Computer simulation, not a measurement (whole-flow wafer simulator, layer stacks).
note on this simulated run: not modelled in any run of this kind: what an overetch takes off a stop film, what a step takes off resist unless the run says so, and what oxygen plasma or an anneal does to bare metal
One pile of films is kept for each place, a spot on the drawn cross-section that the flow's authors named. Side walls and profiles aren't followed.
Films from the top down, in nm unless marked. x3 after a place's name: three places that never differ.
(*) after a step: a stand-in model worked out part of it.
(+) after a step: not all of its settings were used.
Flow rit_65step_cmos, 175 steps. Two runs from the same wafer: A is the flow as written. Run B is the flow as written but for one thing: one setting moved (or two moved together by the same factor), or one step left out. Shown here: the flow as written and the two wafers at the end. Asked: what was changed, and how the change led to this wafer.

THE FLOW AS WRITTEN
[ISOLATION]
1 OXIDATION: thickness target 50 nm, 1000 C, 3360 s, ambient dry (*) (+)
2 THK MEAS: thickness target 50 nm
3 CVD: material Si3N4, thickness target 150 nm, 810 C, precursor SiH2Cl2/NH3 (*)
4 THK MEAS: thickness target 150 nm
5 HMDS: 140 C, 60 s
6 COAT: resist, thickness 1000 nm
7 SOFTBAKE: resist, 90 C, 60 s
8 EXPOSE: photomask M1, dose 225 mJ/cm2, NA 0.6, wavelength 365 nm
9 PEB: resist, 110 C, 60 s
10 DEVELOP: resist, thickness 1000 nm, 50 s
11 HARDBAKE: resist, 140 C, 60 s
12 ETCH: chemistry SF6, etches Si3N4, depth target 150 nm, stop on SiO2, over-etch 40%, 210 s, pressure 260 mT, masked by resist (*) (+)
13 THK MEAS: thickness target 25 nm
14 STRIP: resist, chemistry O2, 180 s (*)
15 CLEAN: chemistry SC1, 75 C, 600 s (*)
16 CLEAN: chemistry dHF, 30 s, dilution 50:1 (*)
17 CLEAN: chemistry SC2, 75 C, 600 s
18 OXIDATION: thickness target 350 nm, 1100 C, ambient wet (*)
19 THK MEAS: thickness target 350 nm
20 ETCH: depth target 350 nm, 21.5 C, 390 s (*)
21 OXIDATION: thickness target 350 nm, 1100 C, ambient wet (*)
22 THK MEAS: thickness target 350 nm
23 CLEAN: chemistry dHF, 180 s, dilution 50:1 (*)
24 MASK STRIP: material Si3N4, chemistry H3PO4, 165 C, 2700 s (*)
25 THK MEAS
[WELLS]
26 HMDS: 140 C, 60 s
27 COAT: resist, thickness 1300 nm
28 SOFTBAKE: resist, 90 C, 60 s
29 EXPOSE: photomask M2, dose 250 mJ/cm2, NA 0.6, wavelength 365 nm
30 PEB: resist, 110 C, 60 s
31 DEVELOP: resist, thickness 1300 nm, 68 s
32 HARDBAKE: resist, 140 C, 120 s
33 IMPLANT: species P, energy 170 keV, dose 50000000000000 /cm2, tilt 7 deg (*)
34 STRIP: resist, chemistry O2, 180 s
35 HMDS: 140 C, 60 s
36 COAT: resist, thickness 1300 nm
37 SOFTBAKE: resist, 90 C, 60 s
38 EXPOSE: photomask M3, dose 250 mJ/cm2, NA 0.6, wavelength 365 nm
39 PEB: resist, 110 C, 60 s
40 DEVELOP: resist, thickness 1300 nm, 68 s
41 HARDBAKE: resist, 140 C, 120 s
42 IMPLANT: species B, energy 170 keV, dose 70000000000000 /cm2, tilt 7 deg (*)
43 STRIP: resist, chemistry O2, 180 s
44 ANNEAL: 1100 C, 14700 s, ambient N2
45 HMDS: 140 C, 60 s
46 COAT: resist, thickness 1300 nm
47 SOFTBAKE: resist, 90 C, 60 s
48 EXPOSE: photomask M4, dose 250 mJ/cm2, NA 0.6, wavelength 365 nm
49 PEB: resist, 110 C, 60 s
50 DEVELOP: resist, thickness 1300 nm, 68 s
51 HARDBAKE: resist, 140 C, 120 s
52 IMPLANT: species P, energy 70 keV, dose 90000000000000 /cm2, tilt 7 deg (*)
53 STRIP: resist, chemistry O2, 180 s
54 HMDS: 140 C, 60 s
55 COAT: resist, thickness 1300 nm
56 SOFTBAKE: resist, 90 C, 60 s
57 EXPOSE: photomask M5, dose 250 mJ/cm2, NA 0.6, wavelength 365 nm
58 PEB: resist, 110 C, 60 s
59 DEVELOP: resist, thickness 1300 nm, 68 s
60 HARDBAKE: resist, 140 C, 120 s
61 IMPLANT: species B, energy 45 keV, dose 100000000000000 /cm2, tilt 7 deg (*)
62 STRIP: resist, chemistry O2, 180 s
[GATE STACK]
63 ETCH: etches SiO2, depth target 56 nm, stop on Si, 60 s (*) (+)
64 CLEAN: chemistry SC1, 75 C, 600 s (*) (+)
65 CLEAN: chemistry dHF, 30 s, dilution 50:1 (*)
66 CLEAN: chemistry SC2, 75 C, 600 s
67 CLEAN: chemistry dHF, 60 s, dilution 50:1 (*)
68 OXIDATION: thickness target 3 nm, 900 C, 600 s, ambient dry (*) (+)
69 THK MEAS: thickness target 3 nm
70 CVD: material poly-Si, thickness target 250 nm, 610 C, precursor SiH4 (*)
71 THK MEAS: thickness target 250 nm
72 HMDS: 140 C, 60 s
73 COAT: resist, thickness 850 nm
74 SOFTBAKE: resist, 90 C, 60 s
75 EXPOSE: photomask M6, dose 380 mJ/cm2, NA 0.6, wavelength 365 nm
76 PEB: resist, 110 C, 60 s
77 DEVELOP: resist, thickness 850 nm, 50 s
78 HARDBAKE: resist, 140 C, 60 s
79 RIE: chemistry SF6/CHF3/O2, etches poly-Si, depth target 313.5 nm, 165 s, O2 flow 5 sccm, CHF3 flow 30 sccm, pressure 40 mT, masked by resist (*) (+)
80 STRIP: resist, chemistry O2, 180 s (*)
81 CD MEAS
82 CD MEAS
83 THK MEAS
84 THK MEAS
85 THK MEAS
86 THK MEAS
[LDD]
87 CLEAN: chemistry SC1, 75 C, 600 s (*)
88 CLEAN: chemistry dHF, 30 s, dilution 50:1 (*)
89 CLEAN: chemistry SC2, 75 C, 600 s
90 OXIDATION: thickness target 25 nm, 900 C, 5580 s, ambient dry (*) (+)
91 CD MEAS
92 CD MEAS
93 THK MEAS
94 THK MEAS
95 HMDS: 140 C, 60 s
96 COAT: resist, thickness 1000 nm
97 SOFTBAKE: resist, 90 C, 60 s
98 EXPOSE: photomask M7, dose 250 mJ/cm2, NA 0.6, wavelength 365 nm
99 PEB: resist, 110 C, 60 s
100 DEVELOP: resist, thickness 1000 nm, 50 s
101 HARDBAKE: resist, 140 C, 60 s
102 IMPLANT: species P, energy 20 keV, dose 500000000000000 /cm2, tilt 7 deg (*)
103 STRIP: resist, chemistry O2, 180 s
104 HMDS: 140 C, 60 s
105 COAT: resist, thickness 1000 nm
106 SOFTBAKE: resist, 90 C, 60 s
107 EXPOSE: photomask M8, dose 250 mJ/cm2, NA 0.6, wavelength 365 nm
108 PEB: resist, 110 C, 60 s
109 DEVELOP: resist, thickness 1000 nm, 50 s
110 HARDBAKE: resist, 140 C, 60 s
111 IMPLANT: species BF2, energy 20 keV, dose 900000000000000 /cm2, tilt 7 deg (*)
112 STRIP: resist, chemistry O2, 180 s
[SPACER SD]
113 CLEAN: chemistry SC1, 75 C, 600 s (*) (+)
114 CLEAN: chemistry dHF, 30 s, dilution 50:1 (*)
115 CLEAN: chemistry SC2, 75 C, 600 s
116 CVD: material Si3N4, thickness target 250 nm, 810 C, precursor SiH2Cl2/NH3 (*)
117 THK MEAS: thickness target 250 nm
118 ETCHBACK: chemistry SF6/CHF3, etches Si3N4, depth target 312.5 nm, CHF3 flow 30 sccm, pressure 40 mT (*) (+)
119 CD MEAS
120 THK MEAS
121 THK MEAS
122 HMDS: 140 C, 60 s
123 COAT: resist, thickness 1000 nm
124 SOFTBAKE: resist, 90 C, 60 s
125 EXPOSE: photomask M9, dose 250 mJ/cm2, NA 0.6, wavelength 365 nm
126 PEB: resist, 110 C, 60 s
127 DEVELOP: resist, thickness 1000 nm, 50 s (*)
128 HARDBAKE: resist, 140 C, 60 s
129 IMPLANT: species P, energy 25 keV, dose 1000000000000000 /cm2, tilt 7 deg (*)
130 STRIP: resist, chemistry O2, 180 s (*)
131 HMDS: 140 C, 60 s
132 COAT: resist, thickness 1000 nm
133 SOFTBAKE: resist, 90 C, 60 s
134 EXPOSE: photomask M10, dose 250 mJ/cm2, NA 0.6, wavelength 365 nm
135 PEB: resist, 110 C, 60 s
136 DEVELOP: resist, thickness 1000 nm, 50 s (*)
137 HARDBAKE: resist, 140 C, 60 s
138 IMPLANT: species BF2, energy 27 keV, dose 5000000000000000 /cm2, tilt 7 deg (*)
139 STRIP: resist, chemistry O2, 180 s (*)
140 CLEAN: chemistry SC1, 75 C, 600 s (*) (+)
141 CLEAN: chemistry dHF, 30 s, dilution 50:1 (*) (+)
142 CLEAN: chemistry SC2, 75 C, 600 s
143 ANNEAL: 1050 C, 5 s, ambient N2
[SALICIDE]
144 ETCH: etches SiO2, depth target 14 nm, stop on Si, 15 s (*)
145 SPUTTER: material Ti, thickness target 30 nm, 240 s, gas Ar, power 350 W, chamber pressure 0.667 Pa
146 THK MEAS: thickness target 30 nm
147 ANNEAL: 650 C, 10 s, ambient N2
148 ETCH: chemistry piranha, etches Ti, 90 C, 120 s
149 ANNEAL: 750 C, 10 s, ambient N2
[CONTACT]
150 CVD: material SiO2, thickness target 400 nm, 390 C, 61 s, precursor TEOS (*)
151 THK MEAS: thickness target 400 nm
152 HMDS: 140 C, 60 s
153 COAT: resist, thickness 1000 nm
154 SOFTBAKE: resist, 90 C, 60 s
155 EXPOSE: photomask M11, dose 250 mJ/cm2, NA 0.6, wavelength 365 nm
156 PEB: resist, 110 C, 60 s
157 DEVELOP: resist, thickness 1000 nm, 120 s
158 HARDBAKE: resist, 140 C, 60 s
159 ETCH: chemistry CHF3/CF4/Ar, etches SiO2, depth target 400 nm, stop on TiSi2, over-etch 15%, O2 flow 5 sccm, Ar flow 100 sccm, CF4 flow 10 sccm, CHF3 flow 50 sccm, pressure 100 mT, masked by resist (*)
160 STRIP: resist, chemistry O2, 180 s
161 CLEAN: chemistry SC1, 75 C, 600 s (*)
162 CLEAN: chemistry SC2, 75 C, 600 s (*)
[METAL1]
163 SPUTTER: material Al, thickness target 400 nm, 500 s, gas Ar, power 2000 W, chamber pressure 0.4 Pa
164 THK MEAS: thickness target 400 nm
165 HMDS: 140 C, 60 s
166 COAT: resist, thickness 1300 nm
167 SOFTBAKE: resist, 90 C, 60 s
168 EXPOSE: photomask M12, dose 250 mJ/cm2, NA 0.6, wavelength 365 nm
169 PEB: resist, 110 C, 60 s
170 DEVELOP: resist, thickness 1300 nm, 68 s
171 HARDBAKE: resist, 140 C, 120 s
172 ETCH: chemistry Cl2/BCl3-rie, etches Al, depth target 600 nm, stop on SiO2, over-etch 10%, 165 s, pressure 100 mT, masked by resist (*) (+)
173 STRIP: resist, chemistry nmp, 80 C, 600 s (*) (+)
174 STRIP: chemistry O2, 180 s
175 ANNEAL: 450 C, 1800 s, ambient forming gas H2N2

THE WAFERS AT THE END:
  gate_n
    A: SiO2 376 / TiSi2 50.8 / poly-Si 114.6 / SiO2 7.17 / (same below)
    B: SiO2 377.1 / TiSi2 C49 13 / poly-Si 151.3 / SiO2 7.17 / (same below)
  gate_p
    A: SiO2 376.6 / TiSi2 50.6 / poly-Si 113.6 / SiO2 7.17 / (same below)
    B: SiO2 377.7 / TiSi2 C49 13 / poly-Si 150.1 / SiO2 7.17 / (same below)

The cause: step 147, ANNEAL: 552 C was run, where the flow has 650 C.

How the change led to this, step by step:
  147 ANNEAL: 650 C, 10 s, ambient N2
      gate_n: A Ti -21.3, TiSi first +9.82 (new film), TiSi2 C49 +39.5 (new film), poly-Si -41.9 | B Ti -5.18, TiSi first +8.86 (new film), poly-Si -5.9
      gate_p: A Ti -21.2, TiSi first +9.56 (new film), TiSi2 C49 +39.6 (new film), poly-Si -41.9 | B Ti -5.18, TiSi first +8.86 (new film), poly-Si -5.9
  148 ETCH: chemistry piranha, etches Ti, 90 C, 120 s
      gate_n: A Ti -6 (all of it), TiSi first -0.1 | B Ti -22.1 (all of it), TiSi first -0.09
      gate_p: A Ti -5.97 (all of it), TiSi first -0.1 | B Ti -22 (all of it), TiSi first -0.09
  149 ANNEAL: 750 C, 10 s, ambient N2
      gate_n: A TiSi2 +50.8 (new film), TiSi first -9.72 (all of it), TiSi2 C49 -39.5 (all of it), poly-Si -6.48 | B TiSi2 C49 +13 (new film), TiSi first -8.77 (all of it), poly-Si -5.85
      gate_p: A TiSi2 +50.6 (new film), TiSi first -9.46 (all of it), TiSi2 C49 -39.6 (all of it), poly-Si -6.31 | B TiSi2 C49 +13 (new film), TiSi first -8.77 (all of it), poly-Si -5.85
